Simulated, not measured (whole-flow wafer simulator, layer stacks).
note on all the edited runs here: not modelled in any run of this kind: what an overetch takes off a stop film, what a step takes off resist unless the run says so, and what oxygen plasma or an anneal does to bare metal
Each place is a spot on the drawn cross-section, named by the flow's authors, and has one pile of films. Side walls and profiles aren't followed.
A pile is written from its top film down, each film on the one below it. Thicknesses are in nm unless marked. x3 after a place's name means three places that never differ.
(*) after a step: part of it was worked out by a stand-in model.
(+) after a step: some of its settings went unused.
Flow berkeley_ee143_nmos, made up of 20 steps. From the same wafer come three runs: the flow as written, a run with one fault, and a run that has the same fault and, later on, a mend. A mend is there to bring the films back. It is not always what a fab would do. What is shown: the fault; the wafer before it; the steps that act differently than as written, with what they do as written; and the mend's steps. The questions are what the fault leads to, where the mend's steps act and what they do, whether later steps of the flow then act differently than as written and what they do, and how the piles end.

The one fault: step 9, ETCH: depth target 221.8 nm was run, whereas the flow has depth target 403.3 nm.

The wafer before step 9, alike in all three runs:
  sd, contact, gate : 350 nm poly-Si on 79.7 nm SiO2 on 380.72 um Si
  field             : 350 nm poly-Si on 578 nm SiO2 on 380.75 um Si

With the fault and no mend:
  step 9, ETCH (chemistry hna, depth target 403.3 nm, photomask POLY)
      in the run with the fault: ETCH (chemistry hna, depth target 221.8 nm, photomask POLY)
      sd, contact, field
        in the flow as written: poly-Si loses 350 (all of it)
        in the run with the fault: poly-Si loses 221.8
  Steps later in the flow that act otherwise than as written:
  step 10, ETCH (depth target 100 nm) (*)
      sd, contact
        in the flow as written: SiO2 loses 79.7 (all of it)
        in the run with the fault: nothing
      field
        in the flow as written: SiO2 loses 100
        in the run with the fault: nothing
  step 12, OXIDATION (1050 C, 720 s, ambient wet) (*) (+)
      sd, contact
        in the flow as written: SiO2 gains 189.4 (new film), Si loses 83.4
        in the run with the fault: SiO2 gains 217.6 (new film), poly-Si loses 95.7
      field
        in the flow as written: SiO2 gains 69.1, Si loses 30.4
        in the run with the fault: SiO2 gains 217.6 (new film), poly-Si loses 95.7
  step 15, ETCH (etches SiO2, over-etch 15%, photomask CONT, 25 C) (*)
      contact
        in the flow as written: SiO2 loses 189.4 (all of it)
        in the run with the fault: SiO2 loses 217.6 (all of it)
  The piles end different from the flow's at sd, contact, field by more than 2% or 0.5 nm, whichever is larger.
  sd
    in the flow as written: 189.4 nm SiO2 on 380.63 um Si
    in the run with the fault: 217.6 nm SiO2 on 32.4 nm poly-Si on 79.7 nm SiO2 on 380.72 um Si
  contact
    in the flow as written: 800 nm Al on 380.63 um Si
    in the run with the fault: 800 nm Al on 32.4 nm poly-Si on 79.7 nm SiO2 on 380.72 um Si
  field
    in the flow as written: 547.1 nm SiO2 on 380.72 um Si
    in the run with the fault: 217.6 nm SiO2 on 32.4 nm poly-Si on 578 nm SiO2 on 380.75 um Si

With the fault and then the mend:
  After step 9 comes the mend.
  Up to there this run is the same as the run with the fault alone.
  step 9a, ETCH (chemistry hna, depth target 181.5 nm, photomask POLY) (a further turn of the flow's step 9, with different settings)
      sd, contact, field
        poly-Si loses 128.2 (all of it)
  Later steps of the flow that are run all act as written at every place that is followed.
  At every place that both follow, the piles at the end match the flow's.
